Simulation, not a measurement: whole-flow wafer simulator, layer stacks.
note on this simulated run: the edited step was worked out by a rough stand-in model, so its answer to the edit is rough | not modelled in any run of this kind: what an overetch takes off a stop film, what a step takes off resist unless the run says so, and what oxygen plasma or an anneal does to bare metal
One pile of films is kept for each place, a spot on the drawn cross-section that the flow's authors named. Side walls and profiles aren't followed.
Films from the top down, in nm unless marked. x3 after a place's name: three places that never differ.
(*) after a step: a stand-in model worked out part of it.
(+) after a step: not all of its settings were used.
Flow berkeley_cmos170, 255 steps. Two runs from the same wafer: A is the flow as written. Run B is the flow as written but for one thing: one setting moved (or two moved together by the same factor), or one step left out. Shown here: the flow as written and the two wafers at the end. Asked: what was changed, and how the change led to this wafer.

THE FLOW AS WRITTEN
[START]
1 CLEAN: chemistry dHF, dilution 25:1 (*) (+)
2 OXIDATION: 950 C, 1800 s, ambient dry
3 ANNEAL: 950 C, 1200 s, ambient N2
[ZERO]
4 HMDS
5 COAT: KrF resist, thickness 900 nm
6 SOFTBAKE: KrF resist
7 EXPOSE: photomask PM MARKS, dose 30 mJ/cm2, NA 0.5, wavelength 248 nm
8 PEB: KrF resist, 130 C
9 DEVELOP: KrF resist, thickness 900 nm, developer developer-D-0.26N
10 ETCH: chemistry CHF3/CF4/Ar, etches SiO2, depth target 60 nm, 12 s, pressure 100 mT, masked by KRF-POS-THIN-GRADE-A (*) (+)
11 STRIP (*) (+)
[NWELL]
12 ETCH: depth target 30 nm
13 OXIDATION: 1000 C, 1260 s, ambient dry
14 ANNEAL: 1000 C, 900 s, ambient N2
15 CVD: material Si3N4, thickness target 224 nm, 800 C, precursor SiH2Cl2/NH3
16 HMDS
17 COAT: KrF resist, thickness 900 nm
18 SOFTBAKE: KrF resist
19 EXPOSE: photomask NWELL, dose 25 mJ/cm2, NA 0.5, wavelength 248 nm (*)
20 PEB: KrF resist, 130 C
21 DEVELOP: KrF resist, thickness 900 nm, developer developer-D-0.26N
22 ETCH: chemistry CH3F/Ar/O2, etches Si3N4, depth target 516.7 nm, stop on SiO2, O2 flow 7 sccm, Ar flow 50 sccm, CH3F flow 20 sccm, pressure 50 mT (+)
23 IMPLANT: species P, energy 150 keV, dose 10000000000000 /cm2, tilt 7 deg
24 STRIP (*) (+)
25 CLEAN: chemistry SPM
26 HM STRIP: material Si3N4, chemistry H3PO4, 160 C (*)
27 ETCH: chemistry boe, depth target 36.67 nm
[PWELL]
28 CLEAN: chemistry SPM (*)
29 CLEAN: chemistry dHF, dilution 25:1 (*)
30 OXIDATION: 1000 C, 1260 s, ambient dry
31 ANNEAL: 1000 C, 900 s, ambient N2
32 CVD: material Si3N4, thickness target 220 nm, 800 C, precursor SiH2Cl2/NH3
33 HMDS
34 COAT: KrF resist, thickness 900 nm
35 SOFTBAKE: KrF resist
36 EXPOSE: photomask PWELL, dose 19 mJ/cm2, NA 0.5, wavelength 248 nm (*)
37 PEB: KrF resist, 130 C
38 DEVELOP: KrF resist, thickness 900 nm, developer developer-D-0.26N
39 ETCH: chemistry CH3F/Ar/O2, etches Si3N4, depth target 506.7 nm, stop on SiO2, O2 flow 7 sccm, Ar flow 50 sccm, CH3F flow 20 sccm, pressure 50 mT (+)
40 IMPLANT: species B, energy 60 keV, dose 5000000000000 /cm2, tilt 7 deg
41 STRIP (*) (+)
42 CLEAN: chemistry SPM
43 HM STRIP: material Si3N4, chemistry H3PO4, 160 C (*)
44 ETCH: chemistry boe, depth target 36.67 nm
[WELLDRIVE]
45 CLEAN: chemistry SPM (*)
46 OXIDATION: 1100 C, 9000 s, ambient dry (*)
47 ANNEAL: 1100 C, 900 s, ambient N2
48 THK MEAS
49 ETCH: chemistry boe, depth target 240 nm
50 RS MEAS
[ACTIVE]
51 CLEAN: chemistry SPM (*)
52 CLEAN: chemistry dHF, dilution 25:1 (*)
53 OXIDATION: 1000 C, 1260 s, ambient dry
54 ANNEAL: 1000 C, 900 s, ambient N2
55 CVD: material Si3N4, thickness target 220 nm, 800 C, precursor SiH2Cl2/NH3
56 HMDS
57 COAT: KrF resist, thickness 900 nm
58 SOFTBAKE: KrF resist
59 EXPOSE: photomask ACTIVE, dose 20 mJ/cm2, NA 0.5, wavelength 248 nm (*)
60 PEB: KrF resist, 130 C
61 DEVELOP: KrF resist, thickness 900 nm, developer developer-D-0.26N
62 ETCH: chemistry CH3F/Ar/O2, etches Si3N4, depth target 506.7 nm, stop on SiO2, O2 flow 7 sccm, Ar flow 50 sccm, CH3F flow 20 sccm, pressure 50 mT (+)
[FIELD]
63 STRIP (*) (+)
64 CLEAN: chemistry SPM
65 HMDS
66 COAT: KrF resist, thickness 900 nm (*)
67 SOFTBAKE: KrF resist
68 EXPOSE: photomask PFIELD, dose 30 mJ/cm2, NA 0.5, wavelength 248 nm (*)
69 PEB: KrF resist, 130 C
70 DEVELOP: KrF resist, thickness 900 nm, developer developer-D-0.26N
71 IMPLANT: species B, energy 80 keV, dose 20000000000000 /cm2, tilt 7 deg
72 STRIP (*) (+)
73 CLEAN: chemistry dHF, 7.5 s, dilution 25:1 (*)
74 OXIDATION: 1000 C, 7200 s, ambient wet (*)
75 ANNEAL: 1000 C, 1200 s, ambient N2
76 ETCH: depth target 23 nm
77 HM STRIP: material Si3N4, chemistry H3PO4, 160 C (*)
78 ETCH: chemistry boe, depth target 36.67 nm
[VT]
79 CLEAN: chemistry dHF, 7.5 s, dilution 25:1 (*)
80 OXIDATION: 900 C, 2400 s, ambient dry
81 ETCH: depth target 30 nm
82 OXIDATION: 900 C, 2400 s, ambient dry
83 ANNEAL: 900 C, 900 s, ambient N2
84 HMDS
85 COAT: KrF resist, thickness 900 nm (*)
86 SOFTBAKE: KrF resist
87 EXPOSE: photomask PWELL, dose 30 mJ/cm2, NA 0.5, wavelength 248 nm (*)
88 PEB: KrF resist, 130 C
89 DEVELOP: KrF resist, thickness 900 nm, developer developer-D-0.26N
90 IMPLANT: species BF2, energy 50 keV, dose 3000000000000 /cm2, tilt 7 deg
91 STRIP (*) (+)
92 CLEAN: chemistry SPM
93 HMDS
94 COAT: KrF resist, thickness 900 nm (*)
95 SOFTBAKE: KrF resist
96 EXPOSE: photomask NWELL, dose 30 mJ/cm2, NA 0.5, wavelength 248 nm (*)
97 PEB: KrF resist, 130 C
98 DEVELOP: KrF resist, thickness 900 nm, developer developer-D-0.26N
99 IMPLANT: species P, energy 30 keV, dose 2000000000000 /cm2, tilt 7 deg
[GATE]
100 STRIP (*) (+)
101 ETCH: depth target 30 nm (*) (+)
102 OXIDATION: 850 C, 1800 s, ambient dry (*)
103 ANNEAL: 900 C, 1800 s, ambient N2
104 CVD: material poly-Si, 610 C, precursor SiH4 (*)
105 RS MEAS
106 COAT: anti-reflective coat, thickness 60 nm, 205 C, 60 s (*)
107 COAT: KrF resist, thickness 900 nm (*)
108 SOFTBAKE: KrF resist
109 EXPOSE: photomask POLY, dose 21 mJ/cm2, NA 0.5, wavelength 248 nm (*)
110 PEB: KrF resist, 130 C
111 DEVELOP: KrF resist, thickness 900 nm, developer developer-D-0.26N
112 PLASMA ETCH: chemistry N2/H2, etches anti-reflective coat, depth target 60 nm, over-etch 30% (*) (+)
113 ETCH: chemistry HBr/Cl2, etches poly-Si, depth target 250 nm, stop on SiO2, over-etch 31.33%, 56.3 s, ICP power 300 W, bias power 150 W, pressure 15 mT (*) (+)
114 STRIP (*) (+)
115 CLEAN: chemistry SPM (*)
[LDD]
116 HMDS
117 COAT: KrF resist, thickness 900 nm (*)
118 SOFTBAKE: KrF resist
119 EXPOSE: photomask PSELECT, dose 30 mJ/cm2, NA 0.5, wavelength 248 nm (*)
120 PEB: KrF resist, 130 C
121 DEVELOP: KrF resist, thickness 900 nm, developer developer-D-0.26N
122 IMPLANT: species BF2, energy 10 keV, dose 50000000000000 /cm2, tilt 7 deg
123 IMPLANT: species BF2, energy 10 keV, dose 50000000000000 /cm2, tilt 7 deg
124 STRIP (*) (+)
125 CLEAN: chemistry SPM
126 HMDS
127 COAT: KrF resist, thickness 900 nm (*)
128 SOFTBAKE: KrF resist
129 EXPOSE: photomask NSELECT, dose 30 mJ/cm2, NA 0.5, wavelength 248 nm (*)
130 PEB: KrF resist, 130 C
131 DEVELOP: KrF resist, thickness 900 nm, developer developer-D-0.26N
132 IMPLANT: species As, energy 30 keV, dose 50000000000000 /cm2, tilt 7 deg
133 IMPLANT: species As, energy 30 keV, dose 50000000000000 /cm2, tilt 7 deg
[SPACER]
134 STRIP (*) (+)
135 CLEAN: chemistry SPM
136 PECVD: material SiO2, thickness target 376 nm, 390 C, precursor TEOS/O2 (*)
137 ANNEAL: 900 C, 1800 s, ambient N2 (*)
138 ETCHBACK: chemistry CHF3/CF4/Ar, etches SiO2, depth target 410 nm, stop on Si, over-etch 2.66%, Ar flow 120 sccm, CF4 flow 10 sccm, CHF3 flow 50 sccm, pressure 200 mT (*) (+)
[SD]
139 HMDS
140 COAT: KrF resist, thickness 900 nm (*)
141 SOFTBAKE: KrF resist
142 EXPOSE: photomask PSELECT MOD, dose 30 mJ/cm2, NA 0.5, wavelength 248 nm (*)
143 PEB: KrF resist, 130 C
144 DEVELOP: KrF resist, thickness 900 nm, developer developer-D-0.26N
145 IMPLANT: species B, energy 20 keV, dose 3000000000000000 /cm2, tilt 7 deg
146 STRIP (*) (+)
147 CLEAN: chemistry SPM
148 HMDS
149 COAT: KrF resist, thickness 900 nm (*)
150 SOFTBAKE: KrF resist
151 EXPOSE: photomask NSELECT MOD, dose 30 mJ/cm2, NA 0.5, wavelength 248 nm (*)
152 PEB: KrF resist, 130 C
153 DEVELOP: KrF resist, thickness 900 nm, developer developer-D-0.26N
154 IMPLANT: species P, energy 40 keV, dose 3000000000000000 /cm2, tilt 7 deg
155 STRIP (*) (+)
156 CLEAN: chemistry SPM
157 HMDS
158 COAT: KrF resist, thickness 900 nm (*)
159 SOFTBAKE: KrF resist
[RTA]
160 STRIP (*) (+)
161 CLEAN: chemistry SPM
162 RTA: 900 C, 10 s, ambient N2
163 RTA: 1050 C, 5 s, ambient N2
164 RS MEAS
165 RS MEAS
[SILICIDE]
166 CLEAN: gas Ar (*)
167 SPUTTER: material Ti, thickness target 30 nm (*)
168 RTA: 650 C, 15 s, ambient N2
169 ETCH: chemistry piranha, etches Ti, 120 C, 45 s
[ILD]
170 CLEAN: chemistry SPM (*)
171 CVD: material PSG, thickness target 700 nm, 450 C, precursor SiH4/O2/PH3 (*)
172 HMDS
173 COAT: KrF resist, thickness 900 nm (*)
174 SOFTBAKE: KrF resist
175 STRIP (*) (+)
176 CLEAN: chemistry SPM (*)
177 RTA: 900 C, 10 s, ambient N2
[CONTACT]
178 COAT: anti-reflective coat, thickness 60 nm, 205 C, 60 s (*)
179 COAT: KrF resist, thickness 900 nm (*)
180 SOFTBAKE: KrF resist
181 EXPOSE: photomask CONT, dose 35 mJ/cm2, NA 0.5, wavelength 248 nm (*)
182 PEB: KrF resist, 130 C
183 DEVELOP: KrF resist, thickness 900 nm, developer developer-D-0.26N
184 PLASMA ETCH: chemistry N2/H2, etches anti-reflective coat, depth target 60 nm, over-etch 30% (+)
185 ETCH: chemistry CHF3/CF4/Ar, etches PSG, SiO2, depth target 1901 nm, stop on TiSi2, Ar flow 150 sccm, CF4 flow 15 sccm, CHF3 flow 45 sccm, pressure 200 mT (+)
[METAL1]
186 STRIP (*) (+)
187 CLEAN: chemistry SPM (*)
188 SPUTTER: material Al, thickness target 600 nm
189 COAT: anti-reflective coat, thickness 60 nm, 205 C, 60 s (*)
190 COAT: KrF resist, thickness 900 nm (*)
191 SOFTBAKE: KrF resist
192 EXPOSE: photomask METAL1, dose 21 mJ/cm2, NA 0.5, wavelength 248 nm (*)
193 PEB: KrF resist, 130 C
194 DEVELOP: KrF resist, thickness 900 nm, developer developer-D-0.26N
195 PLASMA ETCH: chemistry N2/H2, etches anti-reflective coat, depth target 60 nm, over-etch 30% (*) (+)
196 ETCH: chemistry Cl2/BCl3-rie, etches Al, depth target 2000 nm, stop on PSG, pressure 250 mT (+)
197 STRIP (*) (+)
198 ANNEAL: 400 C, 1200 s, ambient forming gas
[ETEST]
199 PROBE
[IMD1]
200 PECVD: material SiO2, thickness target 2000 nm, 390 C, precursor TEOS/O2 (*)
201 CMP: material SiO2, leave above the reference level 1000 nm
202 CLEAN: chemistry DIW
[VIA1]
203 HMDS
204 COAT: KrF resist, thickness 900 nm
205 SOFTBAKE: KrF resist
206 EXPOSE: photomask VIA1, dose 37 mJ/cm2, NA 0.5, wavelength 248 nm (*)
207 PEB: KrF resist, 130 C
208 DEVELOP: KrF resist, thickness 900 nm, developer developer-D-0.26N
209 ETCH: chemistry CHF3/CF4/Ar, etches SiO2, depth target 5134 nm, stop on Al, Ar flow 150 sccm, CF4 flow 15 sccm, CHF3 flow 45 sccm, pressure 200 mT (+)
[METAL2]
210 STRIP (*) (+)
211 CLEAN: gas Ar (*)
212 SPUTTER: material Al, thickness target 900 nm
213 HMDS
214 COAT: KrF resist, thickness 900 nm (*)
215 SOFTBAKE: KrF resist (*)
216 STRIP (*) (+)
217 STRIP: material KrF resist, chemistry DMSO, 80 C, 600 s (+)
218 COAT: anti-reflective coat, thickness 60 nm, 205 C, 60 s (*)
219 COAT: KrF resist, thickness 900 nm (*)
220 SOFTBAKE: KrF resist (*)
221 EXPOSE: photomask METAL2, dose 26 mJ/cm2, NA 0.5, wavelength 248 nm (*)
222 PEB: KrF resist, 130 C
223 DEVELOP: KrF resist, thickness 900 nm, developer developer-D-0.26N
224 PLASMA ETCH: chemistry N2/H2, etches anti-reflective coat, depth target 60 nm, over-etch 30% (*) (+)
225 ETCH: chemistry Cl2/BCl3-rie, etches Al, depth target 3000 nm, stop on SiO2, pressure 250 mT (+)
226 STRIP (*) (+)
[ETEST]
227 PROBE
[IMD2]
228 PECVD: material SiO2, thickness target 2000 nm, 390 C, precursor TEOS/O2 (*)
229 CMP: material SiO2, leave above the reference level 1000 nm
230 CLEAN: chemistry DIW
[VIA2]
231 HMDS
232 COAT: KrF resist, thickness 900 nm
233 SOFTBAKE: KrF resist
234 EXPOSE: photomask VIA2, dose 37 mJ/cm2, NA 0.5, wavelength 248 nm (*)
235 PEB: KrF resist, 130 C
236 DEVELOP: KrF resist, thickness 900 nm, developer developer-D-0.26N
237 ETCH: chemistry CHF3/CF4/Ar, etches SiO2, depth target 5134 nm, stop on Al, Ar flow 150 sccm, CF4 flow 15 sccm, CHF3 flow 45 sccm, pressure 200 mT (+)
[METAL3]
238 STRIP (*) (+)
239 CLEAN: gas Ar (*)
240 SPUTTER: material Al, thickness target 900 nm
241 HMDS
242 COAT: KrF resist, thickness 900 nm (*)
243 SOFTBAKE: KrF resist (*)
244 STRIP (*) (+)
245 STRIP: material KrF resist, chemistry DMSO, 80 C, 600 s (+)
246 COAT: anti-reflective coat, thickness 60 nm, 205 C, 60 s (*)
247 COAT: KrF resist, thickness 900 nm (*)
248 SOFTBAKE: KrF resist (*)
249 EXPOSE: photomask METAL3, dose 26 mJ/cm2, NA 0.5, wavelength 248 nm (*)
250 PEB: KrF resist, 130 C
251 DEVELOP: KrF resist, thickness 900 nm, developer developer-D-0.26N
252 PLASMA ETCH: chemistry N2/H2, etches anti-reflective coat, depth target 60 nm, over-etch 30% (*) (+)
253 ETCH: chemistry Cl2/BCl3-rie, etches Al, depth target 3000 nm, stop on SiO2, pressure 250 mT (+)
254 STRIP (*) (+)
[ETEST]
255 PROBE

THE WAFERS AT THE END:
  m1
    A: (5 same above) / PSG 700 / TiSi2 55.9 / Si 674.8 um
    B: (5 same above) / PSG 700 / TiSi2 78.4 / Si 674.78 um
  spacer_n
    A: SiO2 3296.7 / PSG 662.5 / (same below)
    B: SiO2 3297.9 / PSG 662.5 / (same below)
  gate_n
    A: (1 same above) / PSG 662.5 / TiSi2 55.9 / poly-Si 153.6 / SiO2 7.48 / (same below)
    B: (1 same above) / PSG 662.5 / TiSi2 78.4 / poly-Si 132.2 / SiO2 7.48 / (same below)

The cause: step 167, SPUTTER: thickness target 48 nm was run, where the flow has thickness target 30 nm.

How the change led to this, step by step:
  167 SPUTTER: material Ti, thickness target 30 nm (*)
      field, sd_n, spacer_n and 9 more: A Ti +30 (new film) | B Ti +48 (new film)
  168 RTA: 650 C, 15 s, ambient N2
      sd_n, sd_p, contact, m1, via1, m2, via2: A Ti -23.4, TiSi first +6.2 (new film), TiSi2 C49 +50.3 (new film), Si -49 | B Ti -32.8, TiSi first +33.4 (new film), TiSi2 C49 +33.6 (new film), Si -52.2
      gate_n, gate_p: A Ti -23.4, TiSi first +6.2 (new film), TiSi2 C49 +50.3 (new film), poly-Si -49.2 | B Ti -32.8, TiSi first +33.4 (new film), TiSi2 C49 +33.6 (new film), poly-Si -52.4
  169 ETCH: chemistry piranha, etches Ti, 120 C, 45 s
      sd_n, gate_n, sd_p and 6 more: A Ti -6.6 (all of it), TiSi first -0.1 | B Ti -15.2 (all of it), TiSi first -0.09
      field, spacer_n, spacer_p: A Ti -30 (all of it) | B Ti -48 (all of it)
  177 RTA: 900 C, 10 s, ambient N2
      sd_n, sd_p, contact, m1, via1, m2, via2: A under 1 film: TiSi2 +55.9 (new film), TiSi first -6.09 (all of it), TiSi2 C49 -50.3 (all of it), Si -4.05 | B under 1 film: TiSi2 +78.4 (new film), TiSi first -33.3 (all of it), TiSi2 C49 -33.6 (all of it), Si -22.1
      gate_n, gate_p: A under 1 film: TiSi2 +55.9 (new film), TiSi first -6.09 (all of it), TiSi2 C49 -50.3 (all of it), poly-Si -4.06 | B under 1 film: TiSi2 +78.4 (new film), TiSi first -33.3 (all of it), TiSi2 C49 -33.6 (all of it), poly-Si -22.2
